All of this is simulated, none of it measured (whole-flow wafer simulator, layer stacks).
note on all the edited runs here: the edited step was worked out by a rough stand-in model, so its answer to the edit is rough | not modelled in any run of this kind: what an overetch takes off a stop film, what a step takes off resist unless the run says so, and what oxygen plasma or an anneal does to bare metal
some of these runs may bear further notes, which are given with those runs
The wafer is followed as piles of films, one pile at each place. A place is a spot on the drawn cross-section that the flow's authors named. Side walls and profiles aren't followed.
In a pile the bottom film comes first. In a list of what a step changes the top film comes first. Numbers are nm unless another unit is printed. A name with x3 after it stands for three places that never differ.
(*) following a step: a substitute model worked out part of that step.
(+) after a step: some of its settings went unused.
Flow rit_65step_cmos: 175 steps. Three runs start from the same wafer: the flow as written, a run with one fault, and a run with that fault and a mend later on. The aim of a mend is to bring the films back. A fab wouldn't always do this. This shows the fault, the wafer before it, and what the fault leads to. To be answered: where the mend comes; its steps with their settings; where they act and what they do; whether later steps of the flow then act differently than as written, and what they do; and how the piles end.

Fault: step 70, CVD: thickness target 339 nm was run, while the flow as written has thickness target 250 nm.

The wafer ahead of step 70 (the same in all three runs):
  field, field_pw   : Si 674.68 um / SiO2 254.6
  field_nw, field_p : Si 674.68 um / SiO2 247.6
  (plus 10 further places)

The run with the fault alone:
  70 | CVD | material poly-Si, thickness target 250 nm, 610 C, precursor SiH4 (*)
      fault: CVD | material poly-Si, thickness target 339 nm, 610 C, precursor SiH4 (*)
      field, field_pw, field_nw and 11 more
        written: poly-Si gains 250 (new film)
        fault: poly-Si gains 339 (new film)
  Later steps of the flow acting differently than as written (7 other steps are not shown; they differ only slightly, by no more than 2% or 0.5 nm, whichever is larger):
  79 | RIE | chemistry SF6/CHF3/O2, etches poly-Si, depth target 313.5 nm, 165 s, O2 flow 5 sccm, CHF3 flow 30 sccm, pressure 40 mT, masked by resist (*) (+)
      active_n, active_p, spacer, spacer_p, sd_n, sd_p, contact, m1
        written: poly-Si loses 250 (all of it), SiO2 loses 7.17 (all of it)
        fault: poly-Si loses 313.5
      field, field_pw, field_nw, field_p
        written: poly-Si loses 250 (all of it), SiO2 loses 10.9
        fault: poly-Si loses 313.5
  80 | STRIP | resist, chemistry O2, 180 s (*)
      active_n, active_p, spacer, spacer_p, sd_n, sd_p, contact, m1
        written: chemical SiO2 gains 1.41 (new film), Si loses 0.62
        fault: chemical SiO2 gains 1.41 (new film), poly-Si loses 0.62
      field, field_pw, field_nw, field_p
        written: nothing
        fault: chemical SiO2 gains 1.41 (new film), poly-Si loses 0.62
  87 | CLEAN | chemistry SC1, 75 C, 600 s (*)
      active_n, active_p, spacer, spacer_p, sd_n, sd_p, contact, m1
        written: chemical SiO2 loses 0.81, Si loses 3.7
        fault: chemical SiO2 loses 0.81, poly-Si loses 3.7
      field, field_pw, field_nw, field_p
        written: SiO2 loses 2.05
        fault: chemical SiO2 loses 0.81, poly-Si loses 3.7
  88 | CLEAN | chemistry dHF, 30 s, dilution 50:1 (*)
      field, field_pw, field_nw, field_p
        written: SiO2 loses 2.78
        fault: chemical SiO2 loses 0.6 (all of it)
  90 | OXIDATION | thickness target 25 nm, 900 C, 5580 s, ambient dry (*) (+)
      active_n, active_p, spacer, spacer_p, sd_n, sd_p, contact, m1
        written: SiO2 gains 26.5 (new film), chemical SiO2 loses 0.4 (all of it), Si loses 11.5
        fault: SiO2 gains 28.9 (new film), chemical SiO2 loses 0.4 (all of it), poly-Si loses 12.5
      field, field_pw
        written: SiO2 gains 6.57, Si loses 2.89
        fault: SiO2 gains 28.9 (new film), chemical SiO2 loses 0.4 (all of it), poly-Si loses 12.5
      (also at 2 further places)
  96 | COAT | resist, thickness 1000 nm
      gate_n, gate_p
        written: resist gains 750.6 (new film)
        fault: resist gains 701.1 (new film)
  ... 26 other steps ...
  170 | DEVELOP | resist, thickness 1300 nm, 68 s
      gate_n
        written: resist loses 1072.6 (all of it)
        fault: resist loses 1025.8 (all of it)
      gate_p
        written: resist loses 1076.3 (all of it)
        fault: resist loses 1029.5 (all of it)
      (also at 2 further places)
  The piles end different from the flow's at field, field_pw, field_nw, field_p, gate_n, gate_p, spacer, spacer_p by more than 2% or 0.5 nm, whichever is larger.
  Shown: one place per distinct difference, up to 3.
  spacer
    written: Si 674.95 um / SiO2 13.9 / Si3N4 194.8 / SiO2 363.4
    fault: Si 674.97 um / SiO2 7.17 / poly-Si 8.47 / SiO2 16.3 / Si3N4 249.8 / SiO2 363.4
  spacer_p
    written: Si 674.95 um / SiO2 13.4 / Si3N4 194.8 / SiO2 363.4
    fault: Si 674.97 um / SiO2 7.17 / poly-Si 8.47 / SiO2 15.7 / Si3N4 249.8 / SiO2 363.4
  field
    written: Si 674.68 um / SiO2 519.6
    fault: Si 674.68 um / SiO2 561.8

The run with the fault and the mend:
  The mend stands after step 71.
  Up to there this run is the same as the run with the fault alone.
  71a | ETCH | chemistry tmah, depth target 389.8 nm
      field, field_pw, field_nw and 11 more
        poly-Si loses 339 (all of it)
  71b | CLEAN | chemistry SC2, 75 C, 600 s (the flow's step 66, run once more)
      does not change any film at any place that is followed
  71c | CVD | material poly-Si, thickness target 250 nm, 610 C, precursor SiH4 (*) (the flow's step 70, run once more)
      field, field_pw, field_nw and 11 more
        poly-Si gains 250 (new film)
  Every later step of the flow that is run acts as written at every place that is followed.
  At every place that both follow, the piles at the end match the flow's.
